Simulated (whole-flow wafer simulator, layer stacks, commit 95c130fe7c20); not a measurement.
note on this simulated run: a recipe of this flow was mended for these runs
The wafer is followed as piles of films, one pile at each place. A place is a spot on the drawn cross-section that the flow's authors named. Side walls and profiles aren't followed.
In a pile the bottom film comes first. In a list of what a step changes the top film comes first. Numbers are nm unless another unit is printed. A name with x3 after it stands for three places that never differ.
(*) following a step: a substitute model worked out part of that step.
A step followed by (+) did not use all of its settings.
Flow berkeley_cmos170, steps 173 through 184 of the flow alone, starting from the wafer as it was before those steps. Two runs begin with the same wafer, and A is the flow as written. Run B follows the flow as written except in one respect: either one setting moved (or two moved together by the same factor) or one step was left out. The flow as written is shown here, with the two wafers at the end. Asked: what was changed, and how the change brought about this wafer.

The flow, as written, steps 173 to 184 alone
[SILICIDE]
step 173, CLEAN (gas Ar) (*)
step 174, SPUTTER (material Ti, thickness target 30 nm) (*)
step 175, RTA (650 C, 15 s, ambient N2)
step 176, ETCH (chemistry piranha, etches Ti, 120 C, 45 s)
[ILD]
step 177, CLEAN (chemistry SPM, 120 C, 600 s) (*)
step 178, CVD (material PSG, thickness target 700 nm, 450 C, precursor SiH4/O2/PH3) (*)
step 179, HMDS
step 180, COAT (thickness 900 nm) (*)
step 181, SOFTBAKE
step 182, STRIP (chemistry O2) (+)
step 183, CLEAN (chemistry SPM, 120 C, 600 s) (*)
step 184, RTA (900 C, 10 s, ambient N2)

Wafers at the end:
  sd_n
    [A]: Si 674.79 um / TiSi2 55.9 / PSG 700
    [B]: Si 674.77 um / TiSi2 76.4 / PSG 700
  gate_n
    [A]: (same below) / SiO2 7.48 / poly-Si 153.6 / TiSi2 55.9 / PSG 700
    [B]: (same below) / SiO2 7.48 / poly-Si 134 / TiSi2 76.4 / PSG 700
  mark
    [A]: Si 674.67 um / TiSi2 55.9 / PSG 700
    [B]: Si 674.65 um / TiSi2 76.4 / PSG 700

Cause: step 174, SPUTTER: thickness target 41 nm was run, whereas the flow has thickness target 30 nm; step 176, ETCH: 61 s was run, where the flow has 45 s.

Step by step, how the change led to this:
  step 174, SPUTTER (material Ti, thickness target 30 nm) (*)
      field, mark, sd_n and 10 more: A +30 Ti (new film) | B +41 Ti (new film)
  step 175, RTA (650 C, 15 s, ambient N2)
      mark, sd_n, sd_p, contact, m1, via1, m2, via2: A -23.4 Ti, +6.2 TiSi first (new film), +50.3 TiSi2 C49 (new film), -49 Si | B -32 Ti, +30.8 TiSi first (new film), +35.6 TiSi2 C49 (new film), -52.2 Si
      gate_n, gate_p: A -23.4 Ti, +6.2 TiSi first (new film), +50.3 TiSi2 C49 (new film), -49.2 poly-Si | B -32 Ti, +30.8 TiSi first (new film), +35.6 TiSi2 C49 (new film), -52.4 poly-Si
  step 176, ETCH (chemistry piranha, etches Ti, 120 C, 45 s)
      mark, sd_n, gate_n and 7 more: A -6.6 Ti (all of it), -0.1 TiSi first | B -9.02 Ti (all of it), -0.14 TiSi first
      field, spacer_n, spacer_p: A -30 Ti (all of it) | B -41 Ti (all of it)
  step 184, RTA (900 C, 10 s, ambient N2)
      mark, sd_n, sd_p, contact, m1, via1, m2, via2: A under 1 film: +55.9 TiSi2 (new film), -6.09 TiSi first (all of it), -50.3 TiSi2 C49 (all of it), -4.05 Si | B under 1 film: +76.4 TiSi2 (new film), -30.6 TiSi first (all of it), -35.6 TiSi2 C49 (all of it), -20.3 Si
      gate_n, gate_p: A under 1 film: +55.9 TiSi2 (new film), -6.09 TiSi first (all of it), -50.3 TiSi2 C49 (all of it), -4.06 poly-Si | B under 1 film: +76.4 TiSi2 (new film), -30.6 TiSi first (all of it), -35.6 TiSi2 C49 (all of it), -20.4 poly-Si
